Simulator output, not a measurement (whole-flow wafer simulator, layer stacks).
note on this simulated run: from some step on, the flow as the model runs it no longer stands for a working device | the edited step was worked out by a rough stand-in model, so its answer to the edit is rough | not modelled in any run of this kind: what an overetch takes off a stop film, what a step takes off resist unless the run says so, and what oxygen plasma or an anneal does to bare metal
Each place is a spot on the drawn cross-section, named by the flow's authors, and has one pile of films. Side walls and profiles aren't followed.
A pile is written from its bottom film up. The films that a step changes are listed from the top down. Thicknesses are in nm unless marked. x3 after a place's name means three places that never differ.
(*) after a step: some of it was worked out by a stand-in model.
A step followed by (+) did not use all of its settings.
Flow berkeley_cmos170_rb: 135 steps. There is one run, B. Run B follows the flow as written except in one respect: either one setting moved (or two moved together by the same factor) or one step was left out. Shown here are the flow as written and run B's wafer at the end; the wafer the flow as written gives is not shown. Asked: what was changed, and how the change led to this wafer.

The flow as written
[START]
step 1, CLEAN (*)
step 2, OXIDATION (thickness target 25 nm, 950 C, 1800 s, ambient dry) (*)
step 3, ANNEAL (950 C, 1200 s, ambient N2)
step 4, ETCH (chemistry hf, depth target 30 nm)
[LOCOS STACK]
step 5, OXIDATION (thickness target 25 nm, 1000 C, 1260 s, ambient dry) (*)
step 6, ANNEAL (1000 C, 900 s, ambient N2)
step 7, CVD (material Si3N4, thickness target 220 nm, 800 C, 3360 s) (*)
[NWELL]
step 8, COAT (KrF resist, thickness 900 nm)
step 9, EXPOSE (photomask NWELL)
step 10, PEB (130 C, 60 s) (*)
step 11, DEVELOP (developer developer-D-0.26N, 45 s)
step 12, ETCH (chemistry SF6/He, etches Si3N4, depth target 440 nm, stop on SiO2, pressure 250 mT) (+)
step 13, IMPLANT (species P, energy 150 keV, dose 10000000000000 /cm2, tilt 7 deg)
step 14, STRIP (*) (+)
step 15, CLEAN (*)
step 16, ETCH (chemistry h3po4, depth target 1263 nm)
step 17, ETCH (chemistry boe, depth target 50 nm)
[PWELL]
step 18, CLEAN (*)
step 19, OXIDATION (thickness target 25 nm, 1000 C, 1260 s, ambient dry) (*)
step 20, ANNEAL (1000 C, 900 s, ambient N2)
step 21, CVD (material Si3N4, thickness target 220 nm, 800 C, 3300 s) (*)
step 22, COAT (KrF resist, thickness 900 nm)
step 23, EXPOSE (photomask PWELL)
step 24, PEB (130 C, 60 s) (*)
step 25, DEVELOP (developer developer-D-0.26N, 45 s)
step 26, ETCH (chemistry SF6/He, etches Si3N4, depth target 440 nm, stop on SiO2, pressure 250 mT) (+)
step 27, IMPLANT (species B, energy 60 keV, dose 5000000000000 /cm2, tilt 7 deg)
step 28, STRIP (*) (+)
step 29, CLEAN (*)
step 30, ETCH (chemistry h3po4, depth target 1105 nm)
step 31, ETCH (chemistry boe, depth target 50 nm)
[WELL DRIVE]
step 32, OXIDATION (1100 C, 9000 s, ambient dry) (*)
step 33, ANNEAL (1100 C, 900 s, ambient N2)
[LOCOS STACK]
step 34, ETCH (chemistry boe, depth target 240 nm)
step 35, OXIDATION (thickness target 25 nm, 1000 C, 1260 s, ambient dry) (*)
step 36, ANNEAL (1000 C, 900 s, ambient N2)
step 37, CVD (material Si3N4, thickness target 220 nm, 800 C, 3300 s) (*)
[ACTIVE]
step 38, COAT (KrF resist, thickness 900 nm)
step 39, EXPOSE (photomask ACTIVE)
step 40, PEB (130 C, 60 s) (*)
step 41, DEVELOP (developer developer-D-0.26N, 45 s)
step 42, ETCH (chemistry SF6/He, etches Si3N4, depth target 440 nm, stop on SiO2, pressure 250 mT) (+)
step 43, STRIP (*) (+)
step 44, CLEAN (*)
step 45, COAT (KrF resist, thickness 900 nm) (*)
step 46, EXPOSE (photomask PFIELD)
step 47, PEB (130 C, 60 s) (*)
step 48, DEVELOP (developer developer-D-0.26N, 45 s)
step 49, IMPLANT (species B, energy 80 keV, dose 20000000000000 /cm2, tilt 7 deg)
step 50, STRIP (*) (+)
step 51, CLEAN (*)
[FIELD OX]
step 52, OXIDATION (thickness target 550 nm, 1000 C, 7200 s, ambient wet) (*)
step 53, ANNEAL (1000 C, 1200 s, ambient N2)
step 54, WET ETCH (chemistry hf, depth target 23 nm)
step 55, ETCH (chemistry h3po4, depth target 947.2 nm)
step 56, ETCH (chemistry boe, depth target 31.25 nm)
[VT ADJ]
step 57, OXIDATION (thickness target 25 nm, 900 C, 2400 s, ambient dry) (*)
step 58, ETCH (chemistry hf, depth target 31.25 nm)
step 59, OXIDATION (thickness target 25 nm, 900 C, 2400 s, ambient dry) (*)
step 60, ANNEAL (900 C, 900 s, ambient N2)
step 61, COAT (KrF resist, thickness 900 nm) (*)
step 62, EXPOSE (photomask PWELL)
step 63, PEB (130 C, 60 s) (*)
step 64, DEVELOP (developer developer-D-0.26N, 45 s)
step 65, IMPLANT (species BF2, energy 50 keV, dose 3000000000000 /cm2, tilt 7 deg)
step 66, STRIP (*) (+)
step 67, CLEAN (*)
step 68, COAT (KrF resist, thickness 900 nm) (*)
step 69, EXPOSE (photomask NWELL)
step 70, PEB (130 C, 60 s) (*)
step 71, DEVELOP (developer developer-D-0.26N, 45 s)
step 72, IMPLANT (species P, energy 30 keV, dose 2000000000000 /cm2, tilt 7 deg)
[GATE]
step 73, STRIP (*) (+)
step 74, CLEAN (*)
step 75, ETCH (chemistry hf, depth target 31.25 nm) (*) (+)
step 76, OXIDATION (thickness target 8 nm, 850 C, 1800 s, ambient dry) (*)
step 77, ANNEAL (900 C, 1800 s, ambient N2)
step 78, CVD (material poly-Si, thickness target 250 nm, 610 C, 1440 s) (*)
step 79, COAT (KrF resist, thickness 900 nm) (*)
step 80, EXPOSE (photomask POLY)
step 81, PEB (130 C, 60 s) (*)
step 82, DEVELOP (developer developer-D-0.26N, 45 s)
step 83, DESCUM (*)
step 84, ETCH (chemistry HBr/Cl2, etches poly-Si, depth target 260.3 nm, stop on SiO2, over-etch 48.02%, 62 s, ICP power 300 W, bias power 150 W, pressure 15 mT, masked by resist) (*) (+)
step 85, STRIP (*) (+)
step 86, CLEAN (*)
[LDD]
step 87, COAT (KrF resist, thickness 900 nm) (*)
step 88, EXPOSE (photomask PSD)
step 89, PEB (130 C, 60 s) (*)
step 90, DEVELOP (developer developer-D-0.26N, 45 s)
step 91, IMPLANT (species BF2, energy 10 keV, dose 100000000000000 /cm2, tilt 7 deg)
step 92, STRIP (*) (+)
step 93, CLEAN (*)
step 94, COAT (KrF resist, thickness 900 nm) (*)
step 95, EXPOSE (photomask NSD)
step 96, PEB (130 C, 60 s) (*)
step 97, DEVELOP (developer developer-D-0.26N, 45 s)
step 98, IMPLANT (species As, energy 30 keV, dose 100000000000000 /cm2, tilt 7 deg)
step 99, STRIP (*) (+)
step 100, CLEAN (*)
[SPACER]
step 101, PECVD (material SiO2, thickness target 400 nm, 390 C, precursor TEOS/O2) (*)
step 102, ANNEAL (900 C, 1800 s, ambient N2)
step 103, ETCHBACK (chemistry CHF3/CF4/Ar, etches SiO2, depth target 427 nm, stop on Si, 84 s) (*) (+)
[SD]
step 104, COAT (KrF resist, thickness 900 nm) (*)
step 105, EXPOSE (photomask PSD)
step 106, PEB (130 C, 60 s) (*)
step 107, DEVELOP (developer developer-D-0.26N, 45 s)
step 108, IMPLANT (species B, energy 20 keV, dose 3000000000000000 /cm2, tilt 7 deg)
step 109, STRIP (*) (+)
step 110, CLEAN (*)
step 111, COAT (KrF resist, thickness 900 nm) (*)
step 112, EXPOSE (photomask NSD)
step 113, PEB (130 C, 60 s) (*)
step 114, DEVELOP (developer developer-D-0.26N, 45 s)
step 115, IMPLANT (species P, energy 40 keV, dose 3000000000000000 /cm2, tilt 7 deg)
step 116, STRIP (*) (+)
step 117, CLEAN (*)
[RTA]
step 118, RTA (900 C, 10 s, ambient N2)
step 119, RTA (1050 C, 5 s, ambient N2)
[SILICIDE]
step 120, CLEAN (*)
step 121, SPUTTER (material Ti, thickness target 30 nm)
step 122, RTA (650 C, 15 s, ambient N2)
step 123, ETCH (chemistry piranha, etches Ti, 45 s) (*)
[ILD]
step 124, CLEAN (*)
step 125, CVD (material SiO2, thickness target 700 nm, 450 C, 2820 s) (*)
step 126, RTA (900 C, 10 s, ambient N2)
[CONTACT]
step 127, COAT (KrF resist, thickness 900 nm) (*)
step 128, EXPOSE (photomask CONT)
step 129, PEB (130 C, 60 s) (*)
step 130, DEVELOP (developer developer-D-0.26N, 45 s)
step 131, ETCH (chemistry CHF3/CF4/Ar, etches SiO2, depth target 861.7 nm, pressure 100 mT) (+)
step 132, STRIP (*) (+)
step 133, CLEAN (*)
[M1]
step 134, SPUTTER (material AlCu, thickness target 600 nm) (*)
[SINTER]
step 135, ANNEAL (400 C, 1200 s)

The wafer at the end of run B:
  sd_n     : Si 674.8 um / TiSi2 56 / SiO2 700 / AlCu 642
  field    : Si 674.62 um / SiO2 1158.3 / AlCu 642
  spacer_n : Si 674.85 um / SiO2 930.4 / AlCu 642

What caused this: step 134, SPUTTER: thickness target 642 nm was run, whereas the flow has thickness target 600 nm.
The wafer itself shows it: sd_n has AlCu 642, and step 134 as written asks for 600 nm.

The path from the change to this, step by step:
  step 134, SPUTTER (material AlCu, thickness target 600 nm) (*)
      field, sd_n, spacer_n, gate, spacer_p, gate_p, m1: AlCu gains 642 (new film) (as written it would have been: AlCu gains 600 (new film))
      sd_p: AlCu gains 586.2 (new film) (as written it would have been: AlCu gains 545.9 (new film))
      (also at 1 further place)
